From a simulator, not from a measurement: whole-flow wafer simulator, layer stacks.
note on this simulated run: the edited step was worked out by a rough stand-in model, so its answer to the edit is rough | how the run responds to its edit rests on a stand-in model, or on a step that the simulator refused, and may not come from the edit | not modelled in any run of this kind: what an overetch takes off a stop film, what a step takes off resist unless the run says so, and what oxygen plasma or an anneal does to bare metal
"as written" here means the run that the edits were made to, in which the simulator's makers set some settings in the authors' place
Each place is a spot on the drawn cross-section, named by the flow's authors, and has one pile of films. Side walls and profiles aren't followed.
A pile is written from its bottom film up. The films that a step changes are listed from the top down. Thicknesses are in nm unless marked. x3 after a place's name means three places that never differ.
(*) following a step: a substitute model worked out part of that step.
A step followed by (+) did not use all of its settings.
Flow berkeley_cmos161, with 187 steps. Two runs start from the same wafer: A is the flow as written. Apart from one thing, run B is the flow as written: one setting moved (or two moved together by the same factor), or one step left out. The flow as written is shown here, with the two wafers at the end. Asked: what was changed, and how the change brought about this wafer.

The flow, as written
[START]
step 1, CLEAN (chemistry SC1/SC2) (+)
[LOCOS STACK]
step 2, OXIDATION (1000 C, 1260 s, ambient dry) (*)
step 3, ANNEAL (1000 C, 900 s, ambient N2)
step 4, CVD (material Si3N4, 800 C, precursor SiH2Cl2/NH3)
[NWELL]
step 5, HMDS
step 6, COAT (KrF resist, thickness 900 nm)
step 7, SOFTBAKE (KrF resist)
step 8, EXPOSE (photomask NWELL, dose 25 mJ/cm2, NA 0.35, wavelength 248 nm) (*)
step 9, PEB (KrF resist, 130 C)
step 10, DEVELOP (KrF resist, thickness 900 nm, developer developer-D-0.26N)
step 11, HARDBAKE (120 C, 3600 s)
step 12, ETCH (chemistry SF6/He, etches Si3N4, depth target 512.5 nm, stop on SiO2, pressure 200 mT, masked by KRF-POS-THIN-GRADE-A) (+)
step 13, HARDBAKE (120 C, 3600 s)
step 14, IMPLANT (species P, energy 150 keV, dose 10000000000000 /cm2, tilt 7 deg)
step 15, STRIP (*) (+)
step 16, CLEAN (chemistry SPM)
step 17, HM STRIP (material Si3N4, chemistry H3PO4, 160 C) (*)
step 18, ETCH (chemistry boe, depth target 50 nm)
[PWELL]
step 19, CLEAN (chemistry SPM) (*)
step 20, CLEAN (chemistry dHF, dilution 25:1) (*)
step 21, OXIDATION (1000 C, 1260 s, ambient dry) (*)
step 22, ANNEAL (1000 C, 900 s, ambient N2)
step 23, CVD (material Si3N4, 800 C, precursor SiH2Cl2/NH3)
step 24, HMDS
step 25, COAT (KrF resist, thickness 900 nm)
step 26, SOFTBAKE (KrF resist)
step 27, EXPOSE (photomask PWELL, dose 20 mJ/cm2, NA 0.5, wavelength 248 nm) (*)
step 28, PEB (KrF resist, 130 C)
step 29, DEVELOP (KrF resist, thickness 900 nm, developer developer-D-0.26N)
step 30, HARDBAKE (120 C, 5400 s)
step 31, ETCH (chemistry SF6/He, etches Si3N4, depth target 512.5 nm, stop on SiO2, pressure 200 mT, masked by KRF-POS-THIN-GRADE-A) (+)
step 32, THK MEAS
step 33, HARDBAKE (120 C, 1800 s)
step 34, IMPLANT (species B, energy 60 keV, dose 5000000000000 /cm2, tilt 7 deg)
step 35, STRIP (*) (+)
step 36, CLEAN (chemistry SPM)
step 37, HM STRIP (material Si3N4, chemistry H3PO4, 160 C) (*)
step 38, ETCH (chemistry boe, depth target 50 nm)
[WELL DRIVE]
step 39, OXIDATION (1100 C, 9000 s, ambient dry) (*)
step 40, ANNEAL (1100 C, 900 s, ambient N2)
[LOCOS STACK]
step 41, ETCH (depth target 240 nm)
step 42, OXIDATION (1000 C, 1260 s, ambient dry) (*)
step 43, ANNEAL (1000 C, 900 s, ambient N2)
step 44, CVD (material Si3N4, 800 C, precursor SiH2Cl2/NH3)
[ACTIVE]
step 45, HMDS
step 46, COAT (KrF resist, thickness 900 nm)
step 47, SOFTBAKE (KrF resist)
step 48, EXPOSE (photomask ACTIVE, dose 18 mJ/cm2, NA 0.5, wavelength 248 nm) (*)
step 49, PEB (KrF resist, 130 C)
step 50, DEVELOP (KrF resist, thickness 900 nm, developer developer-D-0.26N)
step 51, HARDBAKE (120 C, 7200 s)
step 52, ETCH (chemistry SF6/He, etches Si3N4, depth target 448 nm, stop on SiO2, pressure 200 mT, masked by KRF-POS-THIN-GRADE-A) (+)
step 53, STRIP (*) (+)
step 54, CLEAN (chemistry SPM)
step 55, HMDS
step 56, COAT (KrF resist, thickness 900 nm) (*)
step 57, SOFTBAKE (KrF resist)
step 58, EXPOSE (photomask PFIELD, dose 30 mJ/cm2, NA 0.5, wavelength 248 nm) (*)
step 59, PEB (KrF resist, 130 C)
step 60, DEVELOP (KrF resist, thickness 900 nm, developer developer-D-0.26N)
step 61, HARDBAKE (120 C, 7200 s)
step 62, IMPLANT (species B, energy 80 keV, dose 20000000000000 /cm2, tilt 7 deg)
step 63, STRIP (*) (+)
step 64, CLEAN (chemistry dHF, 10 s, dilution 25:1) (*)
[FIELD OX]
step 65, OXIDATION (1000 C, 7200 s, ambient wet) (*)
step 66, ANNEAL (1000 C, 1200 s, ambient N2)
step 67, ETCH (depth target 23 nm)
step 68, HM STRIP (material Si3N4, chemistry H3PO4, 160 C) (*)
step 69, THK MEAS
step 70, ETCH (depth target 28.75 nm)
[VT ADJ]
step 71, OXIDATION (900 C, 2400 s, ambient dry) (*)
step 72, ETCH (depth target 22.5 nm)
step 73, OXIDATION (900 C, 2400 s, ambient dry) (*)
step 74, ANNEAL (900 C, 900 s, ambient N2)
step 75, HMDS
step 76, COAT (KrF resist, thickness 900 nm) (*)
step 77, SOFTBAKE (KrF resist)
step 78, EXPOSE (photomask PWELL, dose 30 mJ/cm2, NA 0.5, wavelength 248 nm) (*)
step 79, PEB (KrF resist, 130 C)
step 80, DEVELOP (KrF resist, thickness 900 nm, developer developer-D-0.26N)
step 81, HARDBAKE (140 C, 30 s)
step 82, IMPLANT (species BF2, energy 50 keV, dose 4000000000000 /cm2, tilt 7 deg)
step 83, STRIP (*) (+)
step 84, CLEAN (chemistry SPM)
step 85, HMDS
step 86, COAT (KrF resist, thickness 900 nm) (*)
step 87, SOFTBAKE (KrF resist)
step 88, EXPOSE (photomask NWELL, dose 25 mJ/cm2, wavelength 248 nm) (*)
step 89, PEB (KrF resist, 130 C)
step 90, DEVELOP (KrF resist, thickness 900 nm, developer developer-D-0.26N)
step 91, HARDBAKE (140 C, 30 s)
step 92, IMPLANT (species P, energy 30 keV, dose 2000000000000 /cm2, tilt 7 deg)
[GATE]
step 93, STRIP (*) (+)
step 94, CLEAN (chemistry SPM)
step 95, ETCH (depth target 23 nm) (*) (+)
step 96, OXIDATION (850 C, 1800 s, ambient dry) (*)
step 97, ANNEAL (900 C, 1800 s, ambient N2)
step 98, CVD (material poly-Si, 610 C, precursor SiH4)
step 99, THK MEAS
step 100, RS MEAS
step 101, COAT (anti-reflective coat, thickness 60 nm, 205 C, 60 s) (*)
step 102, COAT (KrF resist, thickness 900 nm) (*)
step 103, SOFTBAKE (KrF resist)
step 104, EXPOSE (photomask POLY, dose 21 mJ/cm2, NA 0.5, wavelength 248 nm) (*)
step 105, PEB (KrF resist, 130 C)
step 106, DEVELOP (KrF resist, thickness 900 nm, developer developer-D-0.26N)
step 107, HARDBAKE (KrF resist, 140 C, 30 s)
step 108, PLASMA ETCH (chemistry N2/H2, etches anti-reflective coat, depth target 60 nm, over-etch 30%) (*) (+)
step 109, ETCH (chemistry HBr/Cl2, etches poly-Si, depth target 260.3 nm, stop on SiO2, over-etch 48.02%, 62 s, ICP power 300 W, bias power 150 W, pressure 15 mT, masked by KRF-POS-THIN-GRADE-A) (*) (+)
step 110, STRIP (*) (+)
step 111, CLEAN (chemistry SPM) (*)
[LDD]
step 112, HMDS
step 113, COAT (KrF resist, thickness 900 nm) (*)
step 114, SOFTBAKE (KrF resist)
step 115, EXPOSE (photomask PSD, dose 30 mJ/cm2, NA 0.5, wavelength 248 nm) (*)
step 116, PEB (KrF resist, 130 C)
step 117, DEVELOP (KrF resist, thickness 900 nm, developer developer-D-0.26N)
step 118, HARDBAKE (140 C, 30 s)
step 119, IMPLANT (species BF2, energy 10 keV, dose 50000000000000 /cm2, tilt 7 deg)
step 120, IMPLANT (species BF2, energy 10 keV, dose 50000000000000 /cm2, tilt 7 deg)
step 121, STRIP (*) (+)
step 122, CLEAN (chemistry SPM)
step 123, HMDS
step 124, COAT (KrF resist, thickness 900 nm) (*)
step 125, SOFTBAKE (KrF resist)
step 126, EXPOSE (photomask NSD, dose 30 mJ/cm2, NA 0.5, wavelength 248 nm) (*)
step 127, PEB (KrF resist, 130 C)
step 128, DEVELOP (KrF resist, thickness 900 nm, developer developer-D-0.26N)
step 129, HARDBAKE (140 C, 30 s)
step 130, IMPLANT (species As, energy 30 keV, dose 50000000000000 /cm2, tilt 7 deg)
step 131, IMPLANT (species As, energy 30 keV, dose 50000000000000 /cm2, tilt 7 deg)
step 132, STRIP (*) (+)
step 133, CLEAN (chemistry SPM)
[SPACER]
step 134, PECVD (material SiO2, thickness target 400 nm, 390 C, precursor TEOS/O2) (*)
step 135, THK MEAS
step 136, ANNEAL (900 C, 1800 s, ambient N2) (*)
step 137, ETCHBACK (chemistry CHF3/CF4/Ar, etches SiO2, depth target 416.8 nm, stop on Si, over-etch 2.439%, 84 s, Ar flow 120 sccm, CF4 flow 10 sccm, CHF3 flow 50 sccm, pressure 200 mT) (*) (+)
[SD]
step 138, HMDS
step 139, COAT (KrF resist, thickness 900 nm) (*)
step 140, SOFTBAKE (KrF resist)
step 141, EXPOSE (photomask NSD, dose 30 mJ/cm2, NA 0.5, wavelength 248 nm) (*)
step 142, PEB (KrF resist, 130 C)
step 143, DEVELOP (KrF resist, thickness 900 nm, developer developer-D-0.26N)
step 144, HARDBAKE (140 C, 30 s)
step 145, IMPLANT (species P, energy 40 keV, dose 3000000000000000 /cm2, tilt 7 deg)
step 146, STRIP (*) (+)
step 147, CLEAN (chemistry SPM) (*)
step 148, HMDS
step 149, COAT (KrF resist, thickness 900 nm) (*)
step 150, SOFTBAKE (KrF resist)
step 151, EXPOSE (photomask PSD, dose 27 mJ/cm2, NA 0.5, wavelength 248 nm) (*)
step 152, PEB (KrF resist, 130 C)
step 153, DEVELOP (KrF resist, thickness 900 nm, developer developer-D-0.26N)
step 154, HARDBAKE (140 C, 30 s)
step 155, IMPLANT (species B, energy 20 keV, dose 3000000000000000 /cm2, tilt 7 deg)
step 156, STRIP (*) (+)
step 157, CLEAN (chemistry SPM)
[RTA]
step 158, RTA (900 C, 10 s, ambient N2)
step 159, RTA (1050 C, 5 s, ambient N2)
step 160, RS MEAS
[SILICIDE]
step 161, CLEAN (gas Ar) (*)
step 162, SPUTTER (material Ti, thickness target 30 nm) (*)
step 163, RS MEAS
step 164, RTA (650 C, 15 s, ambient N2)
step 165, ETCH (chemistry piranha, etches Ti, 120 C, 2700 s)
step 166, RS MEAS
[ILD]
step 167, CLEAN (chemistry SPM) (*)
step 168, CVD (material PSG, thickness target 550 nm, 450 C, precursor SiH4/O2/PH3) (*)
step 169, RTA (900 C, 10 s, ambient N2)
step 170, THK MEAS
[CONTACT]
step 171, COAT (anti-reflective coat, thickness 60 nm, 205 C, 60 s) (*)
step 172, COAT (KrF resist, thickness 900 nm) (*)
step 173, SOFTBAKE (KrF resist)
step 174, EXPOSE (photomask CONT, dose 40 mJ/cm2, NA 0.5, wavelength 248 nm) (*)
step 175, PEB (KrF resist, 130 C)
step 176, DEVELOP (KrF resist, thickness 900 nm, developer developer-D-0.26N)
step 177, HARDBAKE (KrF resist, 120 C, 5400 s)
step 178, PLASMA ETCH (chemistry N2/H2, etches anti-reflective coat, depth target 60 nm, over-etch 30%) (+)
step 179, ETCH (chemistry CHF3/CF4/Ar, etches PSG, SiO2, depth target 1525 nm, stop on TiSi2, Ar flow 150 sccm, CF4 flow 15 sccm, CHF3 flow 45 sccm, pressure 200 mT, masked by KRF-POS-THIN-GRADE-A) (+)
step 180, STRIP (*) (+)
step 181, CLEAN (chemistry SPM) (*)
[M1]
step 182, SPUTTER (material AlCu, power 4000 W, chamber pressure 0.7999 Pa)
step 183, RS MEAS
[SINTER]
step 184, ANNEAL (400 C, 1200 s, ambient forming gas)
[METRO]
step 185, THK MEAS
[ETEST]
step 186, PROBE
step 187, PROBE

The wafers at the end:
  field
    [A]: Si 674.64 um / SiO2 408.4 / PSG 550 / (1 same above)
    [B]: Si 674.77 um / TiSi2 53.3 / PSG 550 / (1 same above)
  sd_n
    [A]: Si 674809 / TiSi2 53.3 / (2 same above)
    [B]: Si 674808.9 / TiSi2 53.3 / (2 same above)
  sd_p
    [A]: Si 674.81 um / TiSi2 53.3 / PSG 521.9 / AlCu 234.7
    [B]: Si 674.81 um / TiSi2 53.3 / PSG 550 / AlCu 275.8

The reason: step 65, OXIDATION: 850 C was run, though the flow has 1000 C.

How this came from the change, step by step:
  step 65, OXIDATION (1000 C, 7200 s, ambient wet) (*)
      spacer_n, gate_n, spacer_p, gate_p, contact, m1: A +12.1 SiO2 (new film), -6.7 Si3N4 | B +0.92 SiO2 (new film), -0.51 Si3N4
      sd_n, sd_p: A +12.1 SiO2 (new film), -6.7 Si3N4, +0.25 SiO2, -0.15 Si | B +0.92 SiO2 (new film), -0.51 Si3N4, +0.5 SiO2, -0.22 Si
      (also at 1 further place)
  step 67, ETCH (depth target 23 nm)
      sd_n, spacer_n, gate_n, sd_p, spacer_p, gate_p, contact, m1: A -12.1 SiO2 (all of it) | B -0.92 SiO2 (all of it)
  step 68, HM STRIP (material Si3N4, chemistry H3PO4, 160 C) (*)
      sd_n, spacer_n, gate_n, sd_p, spacer_p, gate_p, contact, m1: A -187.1 Si3N4 (all of it), -1.75 SiO2 | B -193.3 Si3N4 (all of it), -1.81 SiO2
  step 71, OXIDATION (900 C, 2400 s, ambient dry) (*)
      field: A +1.56 SiO2, -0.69 Si | B +5.25 SiO2, -2.31 Si
  step 73, OXIDATION (900 C, 2400 s, ambient dry) (*)
      field: A +1.61 SiO2, -0.71 Si | B +5.79 SiO2, -2.55 Si
  step 76, COAT (KrF resist, thickness 900 nm) (*)
      field: A +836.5 KrF resist (new film) | B +900.7 KrF resist (new film)
      sd_n: A +1024.5 KrF resist (new film) | B +898.7 KrF resist (new film)
      (also at 7 further places)
  step 80, DEVELOP (KrF resist, thickness 900 nm, developer developer-D-0.26N)
      field: A -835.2 KrF resist (all of it) | B -899.3 KrF resist (all of it)
      sd_n: A -1022.8 KrF resist (all of it) | B -897.2 KrF resist (all of it)
      (also at 3 further places)
  step 81, HARDBAKE (140 C, 30 s)
      sd_p: A -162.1 KrF resist | B -145.4 KrF resist
      spacer_p: A -158.7 KrF resist | B -145.4 KrF resist
      (also at 2 further places)
  step 83, STRIP (*) (+)
      sd_p: A -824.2 KrF resist (all of it) | B -737.8 KrF resist (all of it)
      spacer_p: A -806.6 KrF resist (all of it) | B -737.8 KrF resist (all of it)
      (also at 2 further places)
  step 86, COAT (KrF resist, thickness 900 nm) (*)
      field: A +836.5 KrF resist (new film) | B +900.7 KrF resist (new film)
      sd_n: A +1024.5 KrF resist (new film) | B +898.7 KrF resist (new film)
      (also at 7 further places)
  step 90, DEVELOP (KrF resist, thickness 900 nm, developer developer-D-0.26N)
      sd_p: A -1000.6 KrF resist (all of it) | B -897.4 KrF resist (all of it)
      spacer_p: A -979.5 KrF resist (all of it) | B -897.4 KrF resist (all of it)
      (also at 1 further place)
  step 91, HARDBAKE (140 C, 30 s)
      spacer_n, gate_n: A -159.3 KrF resist | B -145.4 KrF resist
      field: A -135.4 KrF resist | B -145.7 KrF resist
      (also at 3 further places)
  step 93, STRIP (*) (+)
      field: A -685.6 KrF resist (all of it) | B -739.4 KrF resist (all of it)
      sd_n: A -842.9 KrF resist (all of it) | B -737.6 KrF resist (all of it)
      (also at 4 further places)
  step 96, OXIDATION (850 C, 1800 s, ambient dry) (*)
      field: A +0.49 SiO2, -0.22 Si | B +2.26 SiO2, -0.99 Si
  step 101, COAT (anti-reflective coat, thickness 60 nm, 205 C, 60 s) (*)
      field: A +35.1 anti-reflective coat (new film) | B +63.9 anti-reflective coat (new film)
      sd_n: A +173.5 anti-reflective coat (new film) | B +54.9 anti-reflective coat (new film)
      (also at 7 further places)
  step 102, COAT (KrF resist, thickness 900 nm) (*)
      field: A +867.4 KrF resist (new film) | B +901.5 KrF resist (new film)
      spacer_n: A +1040.8 KrF resist (new film) | B +894.6 KrF resist (new film)
      (also at 6 further places)
  ... another 33 steps ...
  step 182, SPUTTER (material AlCu, power 4000 W, chamber pressure 0.7999 Pa)
      sd_p: A +234.7 AlCu (new film) | B +275.8 AlCu (new film)
